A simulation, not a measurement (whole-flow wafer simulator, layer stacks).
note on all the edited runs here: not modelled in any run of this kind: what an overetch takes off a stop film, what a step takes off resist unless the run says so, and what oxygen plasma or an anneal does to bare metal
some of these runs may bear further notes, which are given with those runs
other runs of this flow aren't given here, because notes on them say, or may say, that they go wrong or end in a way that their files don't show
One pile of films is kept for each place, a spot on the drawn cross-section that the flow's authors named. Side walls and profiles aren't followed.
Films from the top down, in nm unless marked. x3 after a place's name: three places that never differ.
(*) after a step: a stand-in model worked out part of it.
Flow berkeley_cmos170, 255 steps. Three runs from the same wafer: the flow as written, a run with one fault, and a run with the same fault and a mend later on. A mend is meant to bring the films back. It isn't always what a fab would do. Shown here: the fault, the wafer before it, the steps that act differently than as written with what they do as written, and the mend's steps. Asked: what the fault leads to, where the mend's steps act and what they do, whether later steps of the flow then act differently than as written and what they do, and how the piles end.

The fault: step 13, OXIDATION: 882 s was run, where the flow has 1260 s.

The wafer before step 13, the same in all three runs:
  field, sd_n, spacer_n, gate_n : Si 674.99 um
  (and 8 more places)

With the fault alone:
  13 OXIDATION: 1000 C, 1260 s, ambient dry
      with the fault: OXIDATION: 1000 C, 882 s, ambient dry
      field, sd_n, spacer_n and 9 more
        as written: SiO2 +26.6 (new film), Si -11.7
        with the fault: SiO2 +22 (new film), Si -9.67
  Later steps of the flow that act differently than as written:
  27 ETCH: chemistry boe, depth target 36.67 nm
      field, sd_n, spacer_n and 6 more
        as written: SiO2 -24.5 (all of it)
        with the fault: SiO2 -19.9 (all of it)
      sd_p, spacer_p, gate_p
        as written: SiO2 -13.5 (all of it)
        with the fault: SiO2 -8.91 (all of it)
  At the end the piles differ from the flow's only slightly at the places that both follow, by at most 2% or 0.5 nm, whichever is larger.

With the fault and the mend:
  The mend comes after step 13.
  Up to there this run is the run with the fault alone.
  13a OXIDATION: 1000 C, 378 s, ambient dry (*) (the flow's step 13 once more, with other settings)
      field, sd_n, spacer_n and 9 more
        SiO2 +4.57, Si -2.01
  No later step of the flow acts differently than as written at any place that is followed.
  At the end the piles are the same as the flow's at every place that both follow.
